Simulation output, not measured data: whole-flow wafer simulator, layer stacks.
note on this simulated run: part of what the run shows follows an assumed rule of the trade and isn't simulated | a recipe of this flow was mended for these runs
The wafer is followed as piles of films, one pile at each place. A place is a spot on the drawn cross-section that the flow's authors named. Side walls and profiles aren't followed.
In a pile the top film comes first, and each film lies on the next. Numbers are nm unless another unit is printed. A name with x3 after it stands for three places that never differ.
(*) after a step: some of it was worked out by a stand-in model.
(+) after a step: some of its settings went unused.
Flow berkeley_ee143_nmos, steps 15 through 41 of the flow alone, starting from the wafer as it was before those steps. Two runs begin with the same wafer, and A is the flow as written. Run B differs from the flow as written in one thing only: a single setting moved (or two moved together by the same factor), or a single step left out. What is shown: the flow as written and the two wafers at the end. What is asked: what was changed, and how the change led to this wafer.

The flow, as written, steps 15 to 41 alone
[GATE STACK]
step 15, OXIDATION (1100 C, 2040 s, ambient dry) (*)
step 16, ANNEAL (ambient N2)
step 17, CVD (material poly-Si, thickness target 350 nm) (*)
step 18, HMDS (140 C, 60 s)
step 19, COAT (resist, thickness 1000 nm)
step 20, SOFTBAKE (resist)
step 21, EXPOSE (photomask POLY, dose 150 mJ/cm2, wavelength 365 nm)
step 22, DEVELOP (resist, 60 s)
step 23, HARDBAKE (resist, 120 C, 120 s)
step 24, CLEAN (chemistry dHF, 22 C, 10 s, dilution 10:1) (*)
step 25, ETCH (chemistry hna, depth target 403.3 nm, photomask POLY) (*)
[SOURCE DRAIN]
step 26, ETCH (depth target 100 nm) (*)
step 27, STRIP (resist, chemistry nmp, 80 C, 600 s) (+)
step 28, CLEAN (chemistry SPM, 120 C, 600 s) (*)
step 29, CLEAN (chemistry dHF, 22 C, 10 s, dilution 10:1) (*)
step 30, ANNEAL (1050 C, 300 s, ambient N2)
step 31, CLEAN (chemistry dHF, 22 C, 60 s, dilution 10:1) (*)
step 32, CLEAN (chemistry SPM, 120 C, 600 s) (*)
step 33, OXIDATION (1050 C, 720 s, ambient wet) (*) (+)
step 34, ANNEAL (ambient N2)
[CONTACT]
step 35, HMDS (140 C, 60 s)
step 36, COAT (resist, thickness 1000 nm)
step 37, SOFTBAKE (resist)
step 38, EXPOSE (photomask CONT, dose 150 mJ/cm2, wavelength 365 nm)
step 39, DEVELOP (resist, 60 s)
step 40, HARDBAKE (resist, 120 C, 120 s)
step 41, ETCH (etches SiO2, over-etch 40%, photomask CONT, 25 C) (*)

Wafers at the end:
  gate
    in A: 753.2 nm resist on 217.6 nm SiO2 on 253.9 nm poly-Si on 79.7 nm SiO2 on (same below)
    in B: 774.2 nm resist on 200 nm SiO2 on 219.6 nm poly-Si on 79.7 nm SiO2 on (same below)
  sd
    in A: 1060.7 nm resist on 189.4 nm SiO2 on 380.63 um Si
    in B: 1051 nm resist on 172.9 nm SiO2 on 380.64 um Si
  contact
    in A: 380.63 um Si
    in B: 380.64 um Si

The reason: step 17, CVD: thickness target 308 nm was run, while the flow as written has thickness target 350 nm; step 33, OXIDATION: 634 s was run, where the flow has 720 s.

How this came from the change, step by step:
  step 17, CVD (material poly-Si, thickness target 350 nm) (*)
      gate, sd, contact, field: A +350 poly-Si (new film) | B +308 poly-Si (new film)
  step 25, ETCH (chemistry hna, depth target 403.3 nm, photomask POLY) (*)
      sd, contact, field: A -350 poly-Si (all of it), -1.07 SiO2 | B -308 poly-Si (all of it), -1.91 SiO2
  step 33, OXIDATION (1050 C, 720 s, ambient wet) (*) (+)
      sd, contact: A +189.4 SiO2 (new film), -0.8 chemical SiO2 (all of it), -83 Si | B +172.9 SiO2 (new film), -0.8 chemical SiO2 (all of it), -75.7 Si
      gate: A +217.6 SiO2 (new film), -0.8 chemical SiO2 (all of it), -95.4 poly-Si | B +200 SiO2 (new film), -0.8 chemical SiO2 (all of it), -87.7 poly-Si
      (also at 1 further place)
  step 36, COAT (resist, thickness 1000 nm)
      gate: A +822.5 resist (new film) | B +845.6 resist (new film)
  step 40, HARDBAKE (resist, 120 C, 120 s)
      gate: A -69 resist | B -71 resist
  step 41, ETCH (etches SiO2, over-etch 40%, photomask CONT, 25 C) (*)
      contact: A -189.4 SiO2 (all of it) | B -172.9 SiO2 (all of it)
